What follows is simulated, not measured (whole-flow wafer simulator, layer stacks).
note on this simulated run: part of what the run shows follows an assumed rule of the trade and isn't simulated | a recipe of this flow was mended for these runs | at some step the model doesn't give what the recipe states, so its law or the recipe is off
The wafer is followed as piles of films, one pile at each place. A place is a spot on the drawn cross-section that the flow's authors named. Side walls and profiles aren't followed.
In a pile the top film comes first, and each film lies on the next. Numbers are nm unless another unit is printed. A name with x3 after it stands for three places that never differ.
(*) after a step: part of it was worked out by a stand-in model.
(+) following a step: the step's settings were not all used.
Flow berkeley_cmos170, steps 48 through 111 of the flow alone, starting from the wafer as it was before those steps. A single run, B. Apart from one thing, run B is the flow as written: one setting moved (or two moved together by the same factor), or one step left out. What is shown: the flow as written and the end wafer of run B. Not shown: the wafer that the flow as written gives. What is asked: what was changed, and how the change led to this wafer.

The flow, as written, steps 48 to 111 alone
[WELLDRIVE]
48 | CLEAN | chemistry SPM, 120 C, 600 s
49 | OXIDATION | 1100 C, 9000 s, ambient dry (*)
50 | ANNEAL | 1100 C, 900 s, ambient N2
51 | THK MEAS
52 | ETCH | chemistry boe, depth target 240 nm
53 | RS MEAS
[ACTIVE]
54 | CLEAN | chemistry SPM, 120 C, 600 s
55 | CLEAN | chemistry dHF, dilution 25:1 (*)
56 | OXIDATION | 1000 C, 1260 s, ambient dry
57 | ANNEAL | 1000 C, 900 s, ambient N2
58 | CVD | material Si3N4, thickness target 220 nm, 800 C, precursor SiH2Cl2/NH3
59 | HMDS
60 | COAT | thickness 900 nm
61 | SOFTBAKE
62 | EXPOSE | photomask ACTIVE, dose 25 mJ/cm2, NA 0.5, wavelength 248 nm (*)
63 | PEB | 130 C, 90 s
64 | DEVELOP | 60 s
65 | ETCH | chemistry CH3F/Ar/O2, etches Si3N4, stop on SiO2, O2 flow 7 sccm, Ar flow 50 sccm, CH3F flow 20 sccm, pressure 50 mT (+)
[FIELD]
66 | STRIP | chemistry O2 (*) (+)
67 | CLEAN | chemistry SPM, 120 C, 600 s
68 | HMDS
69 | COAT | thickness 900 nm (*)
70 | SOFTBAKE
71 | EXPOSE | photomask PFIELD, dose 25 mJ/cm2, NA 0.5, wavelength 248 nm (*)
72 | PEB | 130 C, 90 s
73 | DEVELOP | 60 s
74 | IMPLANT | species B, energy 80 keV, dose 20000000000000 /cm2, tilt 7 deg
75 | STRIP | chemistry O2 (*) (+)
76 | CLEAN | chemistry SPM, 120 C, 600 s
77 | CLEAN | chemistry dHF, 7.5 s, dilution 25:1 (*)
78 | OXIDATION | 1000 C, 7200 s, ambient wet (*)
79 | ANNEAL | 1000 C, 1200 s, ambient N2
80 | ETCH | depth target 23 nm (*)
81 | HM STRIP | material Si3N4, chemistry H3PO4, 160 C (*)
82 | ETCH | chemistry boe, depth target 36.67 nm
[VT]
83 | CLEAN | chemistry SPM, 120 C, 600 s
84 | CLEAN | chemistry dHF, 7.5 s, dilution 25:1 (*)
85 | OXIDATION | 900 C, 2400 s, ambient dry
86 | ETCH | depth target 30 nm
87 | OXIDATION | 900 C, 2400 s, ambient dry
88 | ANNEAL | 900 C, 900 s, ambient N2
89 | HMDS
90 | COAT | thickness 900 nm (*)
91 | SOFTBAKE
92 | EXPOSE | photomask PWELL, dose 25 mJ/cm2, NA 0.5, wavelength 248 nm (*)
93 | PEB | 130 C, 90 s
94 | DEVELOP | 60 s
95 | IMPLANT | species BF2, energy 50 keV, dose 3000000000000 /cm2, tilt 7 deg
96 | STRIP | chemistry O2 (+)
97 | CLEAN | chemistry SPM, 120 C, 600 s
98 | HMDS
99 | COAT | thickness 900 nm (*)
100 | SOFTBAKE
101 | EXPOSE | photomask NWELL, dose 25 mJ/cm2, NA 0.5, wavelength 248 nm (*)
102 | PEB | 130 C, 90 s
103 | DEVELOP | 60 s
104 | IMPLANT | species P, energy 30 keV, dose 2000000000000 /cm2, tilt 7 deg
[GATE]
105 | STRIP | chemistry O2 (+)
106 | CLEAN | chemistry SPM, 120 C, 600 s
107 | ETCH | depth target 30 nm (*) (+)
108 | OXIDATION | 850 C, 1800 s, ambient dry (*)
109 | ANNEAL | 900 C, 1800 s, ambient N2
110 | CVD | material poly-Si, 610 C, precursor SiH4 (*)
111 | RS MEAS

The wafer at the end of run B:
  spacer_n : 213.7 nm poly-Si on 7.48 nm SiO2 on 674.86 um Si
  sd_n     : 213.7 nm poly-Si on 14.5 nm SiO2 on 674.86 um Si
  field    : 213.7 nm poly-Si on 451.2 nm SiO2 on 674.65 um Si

Cause: step 52, ETCH: depth target 120 nm was run, whereas the flow has depth target 240 nm.

The path from the change to this, step by step:
  52 | ETCH | chemistry boe, depth target 240 nm
      field, mark, sd_n and 10 more: SiO2 loses 120 (it would be, as written: SiO2 loses 197.6 (all of it))
  54 | CLEAN | chemistry SPM, 120 C, 600 s
      field, mark, sd_n and 10 more: nothing (it would be, as written: chemical SiO2 gains 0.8 (new film), Si loses 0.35)
  55 | CLEAN | chemistry dHF, dilution 25:1 (*)
      field, mark, sd_n and 10 more: nothing (it would be, as written: chemical SiO2 loses 0.8 (all of it))
  56 | OXIDATION | 1000 C, 1260 s, ambient dry
      field, mark, sd_n and 10 more: SiO2 gains 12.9, Si loses 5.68 (it would be, as written: SiO2 gains 26.6 (new film), Si loses 11.7)
  78 | OXIDATION | 1000 C, 7200 s, ambient wet (*)
      spacer_p: SiO2 gains 12.1 (new film), Si3N4 loses 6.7, SiO2 gains 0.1 (it would be, as written: SiO2 gains 12.1 (new film), Si3N4 loses 6.7)
      contact: SiO2 gains 12.1 (new film), Si3N4 loses 6.7, SiO2 gains 0.19, Si loses 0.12 (it would be, as written: SiO2 gains 12.1 (new film), Si3N4 loses 6.7)
      (and at 3 other places as well)
  82 | ETCH | chemistry boe, depth target 36.67 nm
      mark, sd_n, spacer_n and 9 more: SiO2 loses 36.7 (it would be, as written: SiO2 loses 15.5 (all of it))
  83 | CLEAN | chemistry SPM, 120 C, 600 s
      mark, sd_n, spacer_n and 9 more: nothing (it would be, as written: chemical SiO2 gains 0.8 (new film), Si loses 0.35)
  84 | CLEAN | chemistry dHF, 7.5 s, dilution 25:1 (*)
      mark, sd_n, spacer_n and 9 more: SiO2 loses 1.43 (it would be, as written: chemical SiO2 loses 0.8 (all of it))
  85 | OXIDATION | 900 C, 2400 s, ambient dry
      gate_n, spacer_p, gate_p, contact, m1, via1, m2, via2: SiO2 gains 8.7, Si loses 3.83 (it would be, as written: SiO2 gains 14.9 (new film), Si loses 6.57)
      mark, spacer_n: SiO2 gains 8.71, Si loses 3.83 (it would be, as written: SiO2 gains 14.9 (new film), Si loses 6.57)
      (and at 2 other places as well)
  86 | ETCH | depth target 30 nm
      mark, sd_n, spacer_n and 9 more: SiO2 loses 30 (it would be, as written: SiO2 loses 14.9 (all of it))
  87 | OXIDATION | 900 C, 2400 s, ambient dry
      mark, spacer_n, gate_n and 6 more: SiO2 gains 8.52, Si loses 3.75 (it would be, as written: SiO2 gains 14.9 (new film), Si loses 6.57)
      sd_n: SiO2 gains 7.78, Si loses 3.42 (it would be, as written: SiO2 gains 14.9 (new film), Si loses 6.57)
      (and at 2 other places as well)
  107 | ETCH | depth target 30 nm (*) (+)
      sd_n, sd_p: SiO2 loses 30 (it would be, as written: SiO2 loses 14.9 (all of it))
      gate_n, spacer_p, gate_p, m1, via1, m2, via2: SiO2 loses 28.7 (all of it) (it would be, as written: SiO2 loses 14.9 (all of it))
      (and at 3 other places as well)
  108 | OXIDATION | 850 C, 1800 s, ambient dry (*)
      sd_n, sd_p: SiO2 gains 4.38, Si loses 1.93 (it would be, as written: SiO2 gains 7.48 (new film), Si loses 3.29)
